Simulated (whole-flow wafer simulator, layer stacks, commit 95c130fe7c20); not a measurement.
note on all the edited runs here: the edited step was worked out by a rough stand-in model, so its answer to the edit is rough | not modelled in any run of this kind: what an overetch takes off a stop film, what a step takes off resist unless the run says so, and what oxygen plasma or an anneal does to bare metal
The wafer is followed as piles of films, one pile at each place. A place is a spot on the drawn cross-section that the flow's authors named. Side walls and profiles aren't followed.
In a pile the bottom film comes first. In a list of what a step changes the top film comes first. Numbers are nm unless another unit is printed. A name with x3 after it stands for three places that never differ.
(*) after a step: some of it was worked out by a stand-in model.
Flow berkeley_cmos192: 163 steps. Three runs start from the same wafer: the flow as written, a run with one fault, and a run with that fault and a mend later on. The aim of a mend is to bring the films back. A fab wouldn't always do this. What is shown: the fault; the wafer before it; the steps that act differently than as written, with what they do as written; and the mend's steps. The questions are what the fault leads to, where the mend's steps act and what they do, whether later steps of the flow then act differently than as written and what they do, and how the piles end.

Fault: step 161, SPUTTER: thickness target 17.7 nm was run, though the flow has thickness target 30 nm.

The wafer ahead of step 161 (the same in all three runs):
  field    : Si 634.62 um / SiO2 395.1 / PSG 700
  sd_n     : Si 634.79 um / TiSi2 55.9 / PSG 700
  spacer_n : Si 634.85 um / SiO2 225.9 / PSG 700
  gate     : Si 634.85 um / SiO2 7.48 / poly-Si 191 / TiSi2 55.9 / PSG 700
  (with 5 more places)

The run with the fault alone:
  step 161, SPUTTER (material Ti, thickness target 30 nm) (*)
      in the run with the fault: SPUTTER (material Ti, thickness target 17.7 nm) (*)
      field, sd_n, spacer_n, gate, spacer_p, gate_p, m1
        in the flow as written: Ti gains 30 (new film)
        in the run with the fault: Ti gains 17.7 (new film)
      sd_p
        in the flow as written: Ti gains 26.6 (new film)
        in the run with the fault: Ti gains 15.7 (new film)
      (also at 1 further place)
  Later steps of the flow that are run all act as written at every place that is followed, up to a difference of at most 2% or 0.5 nm, whichever is larger.
  By the end, the piles at field, sd_n, spacer_n and 6 more depart from the flow's by more than 2% or 0.5 nm, whichever is larger.
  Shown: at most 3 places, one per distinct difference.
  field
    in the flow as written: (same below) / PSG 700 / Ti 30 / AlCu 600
    in the run with the fault: (same below) / PSG 700 / Ti 17.7 / AlCu 600
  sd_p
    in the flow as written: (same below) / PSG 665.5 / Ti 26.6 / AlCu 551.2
    in the run with the fault: (same below) / PSG 665.5 / Ti 15.7 / AlCu 551.8
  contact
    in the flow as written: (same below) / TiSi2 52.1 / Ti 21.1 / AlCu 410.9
    in the run with the fault: (same below) / TiSi2 52.1 / Ti 12.4 / AlCu 412.9

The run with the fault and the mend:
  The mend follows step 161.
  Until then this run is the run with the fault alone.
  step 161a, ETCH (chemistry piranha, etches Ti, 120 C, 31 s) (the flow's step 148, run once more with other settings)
      field, sd_n, spacer_n, gate, spacer_p, gate_p, m1
        Ti loses 17.7 (all of it)
      sd_p
        Ti loses 15.7 (all of it)
      contact
        Ti loses 12.4 (all of it), TiSi2 loses 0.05
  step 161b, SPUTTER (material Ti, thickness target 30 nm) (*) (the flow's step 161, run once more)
      field, sd_n, spacer_n, gate, spacer_p, gate_p, m1
        Ti gains 30 (new film)
      sd_p
        Ti gains 26.6 (new film)
      contact
        Ti gains 21.1 (new film)
  Later steps of the flow that are run all act as written at every place that is followed.
  When the end is reached, the piles differ only a little from the flow's at the places that both follow, at most by 2% or 0.5 nm, whichever is larger.
